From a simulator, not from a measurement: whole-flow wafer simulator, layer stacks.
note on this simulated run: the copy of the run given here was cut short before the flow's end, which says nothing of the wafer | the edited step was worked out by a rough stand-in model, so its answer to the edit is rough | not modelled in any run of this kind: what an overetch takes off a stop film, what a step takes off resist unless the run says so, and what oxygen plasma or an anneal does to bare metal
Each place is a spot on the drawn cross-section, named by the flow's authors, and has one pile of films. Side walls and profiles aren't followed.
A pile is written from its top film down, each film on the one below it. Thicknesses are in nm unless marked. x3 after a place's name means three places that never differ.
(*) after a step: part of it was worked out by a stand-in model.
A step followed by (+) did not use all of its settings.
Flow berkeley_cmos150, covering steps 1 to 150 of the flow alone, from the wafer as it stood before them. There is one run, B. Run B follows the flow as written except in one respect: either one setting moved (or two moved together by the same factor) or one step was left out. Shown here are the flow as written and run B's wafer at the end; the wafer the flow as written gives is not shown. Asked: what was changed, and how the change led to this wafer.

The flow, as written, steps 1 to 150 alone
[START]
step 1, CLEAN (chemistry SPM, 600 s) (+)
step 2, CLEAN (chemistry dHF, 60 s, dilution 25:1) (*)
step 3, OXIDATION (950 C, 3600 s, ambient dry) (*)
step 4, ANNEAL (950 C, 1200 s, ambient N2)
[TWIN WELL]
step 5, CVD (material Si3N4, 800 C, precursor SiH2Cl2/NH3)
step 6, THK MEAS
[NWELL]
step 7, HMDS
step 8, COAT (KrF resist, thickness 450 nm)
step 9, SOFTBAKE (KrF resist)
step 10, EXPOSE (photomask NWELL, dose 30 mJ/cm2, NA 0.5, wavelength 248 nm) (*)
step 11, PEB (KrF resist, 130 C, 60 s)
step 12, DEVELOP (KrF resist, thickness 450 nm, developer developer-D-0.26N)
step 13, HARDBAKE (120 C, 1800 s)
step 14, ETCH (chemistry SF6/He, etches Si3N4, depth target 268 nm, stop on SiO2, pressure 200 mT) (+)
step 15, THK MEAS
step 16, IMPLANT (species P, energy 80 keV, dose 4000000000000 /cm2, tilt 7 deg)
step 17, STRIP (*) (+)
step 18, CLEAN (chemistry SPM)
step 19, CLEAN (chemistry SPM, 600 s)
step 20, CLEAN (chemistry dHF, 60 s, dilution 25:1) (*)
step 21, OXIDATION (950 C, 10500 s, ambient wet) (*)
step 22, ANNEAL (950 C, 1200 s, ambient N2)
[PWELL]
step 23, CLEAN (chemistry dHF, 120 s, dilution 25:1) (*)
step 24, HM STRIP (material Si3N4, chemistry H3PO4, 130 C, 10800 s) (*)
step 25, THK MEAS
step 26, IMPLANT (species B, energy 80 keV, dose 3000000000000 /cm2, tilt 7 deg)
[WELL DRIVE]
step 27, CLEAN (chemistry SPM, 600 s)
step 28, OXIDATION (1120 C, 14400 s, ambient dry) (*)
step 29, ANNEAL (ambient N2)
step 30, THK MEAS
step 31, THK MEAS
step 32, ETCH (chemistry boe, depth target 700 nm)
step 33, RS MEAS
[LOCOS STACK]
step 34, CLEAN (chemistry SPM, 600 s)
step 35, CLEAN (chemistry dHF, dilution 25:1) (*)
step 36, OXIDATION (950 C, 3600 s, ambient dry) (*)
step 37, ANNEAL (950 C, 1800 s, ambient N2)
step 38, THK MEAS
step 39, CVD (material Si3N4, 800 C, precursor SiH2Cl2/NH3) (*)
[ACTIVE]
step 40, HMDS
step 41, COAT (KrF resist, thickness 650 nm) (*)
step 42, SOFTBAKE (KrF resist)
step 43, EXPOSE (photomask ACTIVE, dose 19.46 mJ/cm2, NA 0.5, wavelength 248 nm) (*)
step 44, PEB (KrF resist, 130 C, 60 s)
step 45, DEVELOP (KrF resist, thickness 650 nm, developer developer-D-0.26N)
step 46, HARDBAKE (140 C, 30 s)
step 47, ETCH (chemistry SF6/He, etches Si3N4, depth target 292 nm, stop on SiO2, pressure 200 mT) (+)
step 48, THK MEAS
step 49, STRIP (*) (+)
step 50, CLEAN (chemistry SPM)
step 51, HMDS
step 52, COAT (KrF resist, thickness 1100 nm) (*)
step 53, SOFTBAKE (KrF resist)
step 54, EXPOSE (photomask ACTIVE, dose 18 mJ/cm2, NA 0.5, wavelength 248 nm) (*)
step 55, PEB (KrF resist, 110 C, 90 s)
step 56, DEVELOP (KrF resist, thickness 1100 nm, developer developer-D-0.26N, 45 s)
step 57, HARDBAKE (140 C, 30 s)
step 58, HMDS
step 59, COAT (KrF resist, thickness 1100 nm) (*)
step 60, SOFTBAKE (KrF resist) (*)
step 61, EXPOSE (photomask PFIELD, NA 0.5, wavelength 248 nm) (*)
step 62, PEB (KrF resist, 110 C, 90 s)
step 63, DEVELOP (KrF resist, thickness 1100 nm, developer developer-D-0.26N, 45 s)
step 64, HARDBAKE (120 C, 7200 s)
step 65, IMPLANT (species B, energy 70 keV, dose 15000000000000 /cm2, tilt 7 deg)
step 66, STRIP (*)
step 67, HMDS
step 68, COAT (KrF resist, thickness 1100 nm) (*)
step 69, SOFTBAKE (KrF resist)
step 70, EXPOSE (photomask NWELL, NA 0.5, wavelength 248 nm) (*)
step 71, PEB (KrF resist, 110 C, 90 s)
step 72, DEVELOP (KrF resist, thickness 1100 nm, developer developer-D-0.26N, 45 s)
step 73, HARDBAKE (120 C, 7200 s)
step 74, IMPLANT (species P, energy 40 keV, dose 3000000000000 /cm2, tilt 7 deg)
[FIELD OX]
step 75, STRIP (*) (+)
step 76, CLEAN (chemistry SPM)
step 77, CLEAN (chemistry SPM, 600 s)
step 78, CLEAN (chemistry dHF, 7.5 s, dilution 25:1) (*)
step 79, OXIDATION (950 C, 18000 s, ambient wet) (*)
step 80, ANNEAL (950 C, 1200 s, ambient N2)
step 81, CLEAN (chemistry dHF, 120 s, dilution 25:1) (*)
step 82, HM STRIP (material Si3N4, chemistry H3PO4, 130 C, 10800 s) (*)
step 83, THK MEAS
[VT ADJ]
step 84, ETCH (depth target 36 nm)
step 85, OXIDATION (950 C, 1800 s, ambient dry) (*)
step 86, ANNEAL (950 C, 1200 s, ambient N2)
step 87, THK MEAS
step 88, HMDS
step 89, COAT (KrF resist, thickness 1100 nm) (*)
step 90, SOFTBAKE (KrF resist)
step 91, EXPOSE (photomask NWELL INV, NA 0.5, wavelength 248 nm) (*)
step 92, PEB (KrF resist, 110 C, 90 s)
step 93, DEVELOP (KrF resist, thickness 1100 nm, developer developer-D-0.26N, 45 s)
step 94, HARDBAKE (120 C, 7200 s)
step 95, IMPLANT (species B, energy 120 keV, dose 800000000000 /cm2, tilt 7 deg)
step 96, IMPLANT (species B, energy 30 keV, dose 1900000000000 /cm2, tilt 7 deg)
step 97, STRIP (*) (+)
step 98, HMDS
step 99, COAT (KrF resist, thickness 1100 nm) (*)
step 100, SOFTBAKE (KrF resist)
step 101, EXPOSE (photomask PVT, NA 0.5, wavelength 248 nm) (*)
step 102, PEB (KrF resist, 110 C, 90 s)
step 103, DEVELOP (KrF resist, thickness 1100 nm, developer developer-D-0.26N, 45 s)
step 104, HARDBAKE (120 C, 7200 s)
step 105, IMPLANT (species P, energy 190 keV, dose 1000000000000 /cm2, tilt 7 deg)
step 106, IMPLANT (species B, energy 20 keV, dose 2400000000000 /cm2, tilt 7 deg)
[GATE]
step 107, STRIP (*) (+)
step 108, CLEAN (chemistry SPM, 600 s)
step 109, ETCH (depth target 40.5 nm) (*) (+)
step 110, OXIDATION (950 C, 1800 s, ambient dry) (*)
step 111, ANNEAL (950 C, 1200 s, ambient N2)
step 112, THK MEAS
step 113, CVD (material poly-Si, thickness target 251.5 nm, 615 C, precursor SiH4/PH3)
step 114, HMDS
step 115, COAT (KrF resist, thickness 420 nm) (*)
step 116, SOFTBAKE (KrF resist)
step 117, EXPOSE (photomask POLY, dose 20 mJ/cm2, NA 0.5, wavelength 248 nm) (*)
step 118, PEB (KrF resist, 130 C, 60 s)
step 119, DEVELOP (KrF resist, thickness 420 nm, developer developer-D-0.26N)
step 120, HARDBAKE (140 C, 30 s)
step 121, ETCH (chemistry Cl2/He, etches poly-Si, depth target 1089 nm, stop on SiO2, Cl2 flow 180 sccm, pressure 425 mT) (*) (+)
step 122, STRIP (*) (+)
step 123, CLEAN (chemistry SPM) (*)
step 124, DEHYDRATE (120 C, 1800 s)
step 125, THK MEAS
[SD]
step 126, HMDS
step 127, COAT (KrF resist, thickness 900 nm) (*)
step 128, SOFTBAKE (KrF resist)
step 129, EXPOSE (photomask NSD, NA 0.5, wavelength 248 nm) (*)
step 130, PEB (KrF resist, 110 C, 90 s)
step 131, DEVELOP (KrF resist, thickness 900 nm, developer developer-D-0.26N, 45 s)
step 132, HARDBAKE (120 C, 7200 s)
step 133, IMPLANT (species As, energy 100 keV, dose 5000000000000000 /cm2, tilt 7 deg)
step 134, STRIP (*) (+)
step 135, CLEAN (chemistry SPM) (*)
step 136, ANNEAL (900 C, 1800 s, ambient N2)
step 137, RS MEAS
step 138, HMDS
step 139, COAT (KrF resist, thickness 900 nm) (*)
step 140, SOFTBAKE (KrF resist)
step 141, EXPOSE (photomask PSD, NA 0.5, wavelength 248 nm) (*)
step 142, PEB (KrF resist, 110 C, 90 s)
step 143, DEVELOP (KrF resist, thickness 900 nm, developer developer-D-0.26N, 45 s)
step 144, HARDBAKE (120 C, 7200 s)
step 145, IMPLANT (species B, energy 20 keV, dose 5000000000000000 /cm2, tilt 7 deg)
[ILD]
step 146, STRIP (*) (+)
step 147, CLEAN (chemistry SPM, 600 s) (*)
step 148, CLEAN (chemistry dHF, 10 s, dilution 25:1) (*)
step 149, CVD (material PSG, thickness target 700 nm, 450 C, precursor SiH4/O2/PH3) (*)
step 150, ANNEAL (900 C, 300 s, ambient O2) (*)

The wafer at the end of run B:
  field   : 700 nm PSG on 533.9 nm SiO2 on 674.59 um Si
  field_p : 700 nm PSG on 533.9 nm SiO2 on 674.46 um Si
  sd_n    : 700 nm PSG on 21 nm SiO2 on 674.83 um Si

What caused this: step 109, ETCH: depth target 29.08 nm was run, whereas the flow has depth target 40.5 nm.

How this came from the change, step by step:
  step 109, ETCH (depth target 40.5 nm) (*) (+)
      sd_n: -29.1 SiO2 (it would be, as written: -40.4 SiO2 (all of it))
      field, field_p: -29.1 SiO2 (it would be, as written: -40.5 SiO2)
  step 110, OXIDATION (950 C, 1800 s, ambient dry) (*)
      sd_n: +14.7 SiO2, -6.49 Si (it would be, as written: +20.4 SiO2 (new film), -8.98 Si)
  step 122, STRIP (*) (+)
      gate_n: +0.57 chemical SiO2 (new film), -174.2 KrF resist (all of it), -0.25 poly-Si (it would be, as written: +0.57 chemical SiO2 (new film), -169.8 KrF resist (all of it), -0.25 poly-Si)
